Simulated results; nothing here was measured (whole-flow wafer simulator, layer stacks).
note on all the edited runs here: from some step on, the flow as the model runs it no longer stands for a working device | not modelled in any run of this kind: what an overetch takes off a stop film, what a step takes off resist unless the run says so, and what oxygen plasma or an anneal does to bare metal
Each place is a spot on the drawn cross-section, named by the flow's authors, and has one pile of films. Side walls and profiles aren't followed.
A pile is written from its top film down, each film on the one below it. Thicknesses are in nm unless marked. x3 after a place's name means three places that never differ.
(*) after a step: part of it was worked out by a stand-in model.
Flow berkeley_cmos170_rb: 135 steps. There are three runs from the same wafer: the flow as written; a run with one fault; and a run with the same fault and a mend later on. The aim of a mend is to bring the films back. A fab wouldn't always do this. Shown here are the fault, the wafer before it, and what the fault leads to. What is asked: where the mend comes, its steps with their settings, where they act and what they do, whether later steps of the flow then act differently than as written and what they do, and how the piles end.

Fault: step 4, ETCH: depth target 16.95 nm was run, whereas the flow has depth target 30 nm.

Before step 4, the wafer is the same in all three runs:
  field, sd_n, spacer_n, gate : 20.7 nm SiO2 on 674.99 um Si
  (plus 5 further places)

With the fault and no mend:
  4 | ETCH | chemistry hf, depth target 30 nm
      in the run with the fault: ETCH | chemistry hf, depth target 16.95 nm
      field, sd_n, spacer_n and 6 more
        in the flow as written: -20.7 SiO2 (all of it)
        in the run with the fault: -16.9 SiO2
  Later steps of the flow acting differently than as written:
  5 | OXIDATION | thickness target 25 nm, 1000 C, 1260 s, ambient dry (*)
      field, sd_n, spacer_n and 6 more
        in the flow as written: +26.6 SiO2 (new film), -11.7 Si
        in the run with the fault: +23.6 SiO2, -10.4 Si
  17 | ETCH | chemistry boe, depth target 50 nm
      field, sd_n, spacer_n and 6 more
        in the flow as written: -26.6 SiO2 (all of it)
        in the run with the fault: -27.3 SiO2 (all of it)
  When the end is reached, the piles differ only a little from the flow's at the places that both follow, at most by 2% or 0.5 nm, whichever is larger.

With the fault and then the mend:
  The mend stands after step 4.
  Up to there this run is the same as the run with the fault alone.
  4a | ETCH | chemistry hf, depth target 13.05 nm (the flow's step 4, run once more with other settings)
      field, sd_n, spacer_n and 6 more
        -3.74 SiO2 (all of it)
  None of the later steps of the flow acts differently than as written at any place that is followed.
  At every place that both follow, the piles at the end match the flow's.
